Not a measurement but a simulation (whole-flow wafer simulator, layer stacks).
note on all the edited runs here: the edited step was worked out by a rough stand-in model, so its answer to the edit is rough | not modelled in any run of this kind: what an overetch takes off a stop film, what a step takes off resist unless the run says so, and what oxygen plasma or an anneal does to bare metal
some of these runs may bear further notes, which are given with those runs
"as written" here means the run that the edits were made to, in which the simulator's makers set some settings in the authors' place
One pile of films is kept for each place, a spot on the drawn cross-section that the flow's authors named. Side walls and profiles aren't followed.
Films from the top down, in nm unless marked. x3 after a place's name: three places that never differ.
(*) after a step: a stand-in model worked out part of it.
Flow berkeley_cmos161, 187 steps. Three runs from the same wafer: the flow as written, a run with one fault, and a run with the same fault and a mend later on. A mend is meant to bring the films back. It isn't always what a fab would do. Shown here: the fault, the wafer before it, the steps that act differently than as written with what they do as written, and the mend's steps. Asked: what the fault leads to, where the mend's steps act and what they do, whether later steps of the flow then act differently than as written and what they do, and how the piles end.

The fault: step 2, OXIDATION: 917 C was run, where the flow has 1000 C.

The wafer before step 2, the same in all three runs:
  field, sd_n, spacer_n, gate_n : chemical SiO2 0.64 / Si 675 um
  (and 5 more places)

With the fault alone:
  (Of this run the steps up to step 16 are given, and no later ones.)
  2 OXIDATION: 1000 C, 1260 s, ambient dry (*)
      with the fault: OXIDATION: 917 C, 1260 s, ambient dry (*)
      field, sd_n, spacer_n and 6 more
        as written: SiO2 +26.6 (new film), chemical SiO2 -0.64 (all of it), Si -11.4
        with the fault: SiO2 +11.9 (new film), chemical SiO2 -0.64 (all of it), Si -4.97
  No later step of the flow up to step 16 acts differently than as written at any place that is followed.
  After step 16 the piles differ from the flow's by more than 2% or 0.5 nm, whichever is larger, at field, sd_n, spacer_n and 6 more.
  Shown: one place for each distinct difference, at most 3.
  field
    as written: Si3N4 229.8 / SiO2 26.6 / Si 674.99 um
    with the fault: Si3N4 229.8 / SiO2 11.9 / Si 675 um
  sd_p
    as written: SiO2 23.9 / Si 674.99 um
    with the fault: SiO2 9.16 / Si 675 um

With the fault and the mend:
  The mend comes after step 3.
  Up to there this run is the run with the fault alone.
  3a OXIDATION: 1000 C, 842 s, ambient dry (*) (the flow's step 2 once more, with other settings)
      field, sd_n, spacer_n and 6 more
        SiO2 +14.6, Si -6.44
  No later step of the flow acts differently than as written, at any place that is followed, by more than 2% or 0.5 nm, whichever is larger.
  At the end the piles are the same as the flow's at every place that both follow.
